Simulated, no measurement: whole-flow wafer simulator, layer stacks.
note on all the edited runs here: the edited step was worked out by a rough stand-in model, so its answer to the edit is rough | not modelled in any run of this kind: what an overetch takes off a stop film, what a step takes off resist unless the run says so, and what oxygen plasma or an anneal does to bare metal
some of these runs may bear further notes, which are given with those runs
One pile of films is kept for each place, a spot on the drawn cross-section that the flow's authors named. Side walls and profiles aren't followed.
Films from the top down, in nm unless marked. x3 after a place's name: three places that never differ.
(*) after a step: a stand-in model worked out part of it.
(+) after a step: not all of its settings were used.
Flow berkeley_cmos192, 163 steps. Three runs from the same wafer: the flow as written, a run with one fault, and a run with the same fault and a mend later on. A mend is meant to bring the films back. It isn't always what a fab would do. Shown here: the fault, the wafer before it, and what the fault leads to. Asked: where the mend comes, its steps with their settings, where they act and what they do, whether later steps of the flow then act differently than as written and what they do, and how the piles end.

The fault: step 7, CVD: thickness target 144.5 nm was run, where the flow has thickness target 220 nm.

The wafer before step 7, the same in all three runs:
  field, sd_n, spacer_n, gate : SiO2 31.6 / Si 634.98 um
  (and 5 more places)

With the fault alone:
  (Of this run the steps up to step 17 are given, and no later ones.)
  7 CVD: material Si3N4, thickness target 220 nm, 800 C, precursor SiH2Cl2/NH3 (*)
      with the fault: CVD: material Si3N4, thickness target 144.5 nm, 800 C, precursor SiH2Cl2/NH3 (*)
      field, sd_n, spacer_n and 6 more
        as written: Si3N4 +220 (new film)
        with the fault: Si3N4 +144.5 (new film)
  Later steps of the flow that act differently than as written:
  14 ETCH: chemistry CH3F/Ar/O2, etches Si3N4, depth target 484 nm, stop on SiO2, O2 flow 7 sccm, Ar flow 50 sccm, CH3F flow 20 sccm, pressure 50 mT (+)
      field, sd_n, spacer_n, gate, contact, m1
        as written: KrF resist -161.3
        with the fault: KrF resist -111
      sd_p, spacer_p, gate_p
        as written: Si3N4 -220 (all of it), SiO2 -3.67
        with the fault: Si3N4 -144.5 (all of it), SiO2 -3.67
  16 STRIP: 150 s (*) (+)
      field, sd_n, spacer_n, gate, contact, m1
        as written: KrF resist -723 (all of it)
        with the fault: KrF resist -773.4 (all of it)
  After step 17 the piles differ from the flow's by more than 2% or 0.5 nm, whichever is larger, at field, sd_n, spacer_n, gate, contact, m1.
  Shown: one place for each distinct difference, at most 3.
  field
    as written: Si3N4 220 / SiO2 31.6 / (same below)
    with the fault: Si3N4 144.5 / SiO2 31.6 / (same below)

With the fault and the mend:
  The mend comes after step 7.
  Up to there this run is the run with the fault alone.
  7a CVD: material Si3N4, thickness target 75.46 nm, 800 C, precursor SiH2Cl2/NH3 (*) (the flow's step 7 once more, with other settings)
      field, sd_n, spacer_n and 6 more
        Si3N4 +75.5
  No later step of the flow acts differently than as written, at any place that is followed, by more than 2% or 0.5 nm, whichever is larger.
  At the end the piles are the same as the flow's at every place that both follow.
